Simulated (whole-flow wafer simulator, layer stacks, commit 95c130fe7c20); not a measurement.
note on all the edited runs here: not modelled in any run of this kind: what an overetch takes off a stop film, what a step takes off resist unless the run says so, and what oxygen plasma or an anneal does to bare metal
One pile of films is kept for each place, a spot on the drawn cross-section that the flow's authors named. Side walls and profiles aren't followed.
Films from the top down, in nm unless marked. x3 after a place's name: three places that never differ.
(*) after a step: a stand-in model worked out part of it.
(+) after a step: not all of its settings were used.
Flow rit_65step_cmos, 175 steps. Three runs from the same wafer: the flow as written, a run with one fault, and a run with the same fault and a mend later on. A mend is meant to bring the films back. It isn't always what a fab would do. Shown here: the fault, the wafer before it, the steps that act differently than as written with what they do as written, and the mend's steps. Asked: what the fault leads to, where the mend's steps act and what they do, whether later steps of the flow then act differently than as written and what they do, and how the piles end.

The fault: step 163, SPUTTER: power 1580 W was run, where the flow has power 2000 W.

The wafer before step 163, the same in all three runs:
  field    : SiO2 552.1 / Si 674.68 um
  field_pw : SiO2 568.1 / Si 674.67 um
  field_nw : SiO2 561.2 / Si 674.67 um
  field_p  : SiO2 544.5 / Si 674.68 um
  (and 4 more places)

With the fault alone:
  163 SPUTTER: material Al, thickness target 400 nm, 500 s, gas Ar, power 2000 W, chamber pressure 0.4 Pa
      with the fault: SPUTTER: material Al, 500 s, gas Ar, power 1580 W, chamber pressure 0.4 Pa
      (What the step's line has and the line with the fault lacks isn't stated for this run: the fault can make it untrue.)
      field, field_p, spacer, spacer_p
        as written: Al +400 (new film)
        with the fault: Al +316 (new film)
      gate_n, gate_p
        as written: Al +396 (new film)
        with the fault: Al +316 (new film)
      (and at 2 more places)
  Later steps of the flow that act differently than as written (3 more steps differ only slightly, by at most 2% or 0.5 nm, whichever is larger, and aren't shown):
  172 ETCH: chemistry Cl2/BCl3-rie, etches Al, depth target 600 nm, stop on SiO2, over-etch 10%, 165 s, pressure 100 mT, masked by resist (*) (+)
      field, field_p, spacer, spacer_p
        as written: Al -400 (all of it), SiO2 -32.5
        with the fault: Al -316 (all of it), SiO2 -43
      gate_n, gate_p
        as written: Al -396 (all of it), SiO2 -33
        with the fault: Al -316 (all of it), SiO2 -43
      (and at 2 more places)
  At the end the piles differ from the flow's by more than 2% or 0.5 nm, whichever is larger, at field, field_p, gate_n, gate_p, spacer, spacer_p.
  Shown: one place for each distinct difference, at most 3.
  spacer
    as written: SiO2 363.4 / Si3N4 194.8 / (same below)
    with the fault: SiO2 352.9 / Si3N4 194.8 / (same below)
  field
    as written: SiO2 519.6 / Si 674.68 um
    with the fault: SiO2 509.1 / Si 674.68 um
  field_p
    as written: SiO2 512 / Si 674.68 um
    with the fault: SiO2 501.5 / Si 674.68 um

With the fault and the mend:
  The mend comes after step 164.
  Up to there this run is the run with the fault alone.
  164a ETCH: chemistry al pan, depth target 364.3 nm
      field, field_p, gate_n, gate_p, spacer, spacer_p
        Al -316 (all of it)
      field_pw
        Al -315.6 (all of it)
      field_nw
        Al -315.7 (all of it)
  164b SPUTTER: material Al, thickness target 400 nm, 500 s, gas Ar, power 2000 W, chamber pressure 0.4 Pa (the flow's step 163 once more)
      field, field_pw, field_p, spacer, spacer_p
        Al +400 (new film)
      gate_n, gate_p
        Al +396 (new film)
      field_nw
        Al +397.2 (new film)
  No later step of the flow acts differently than as written at any place that is followed.
  At the end the piles are the same as the flow's at every place that both follow.
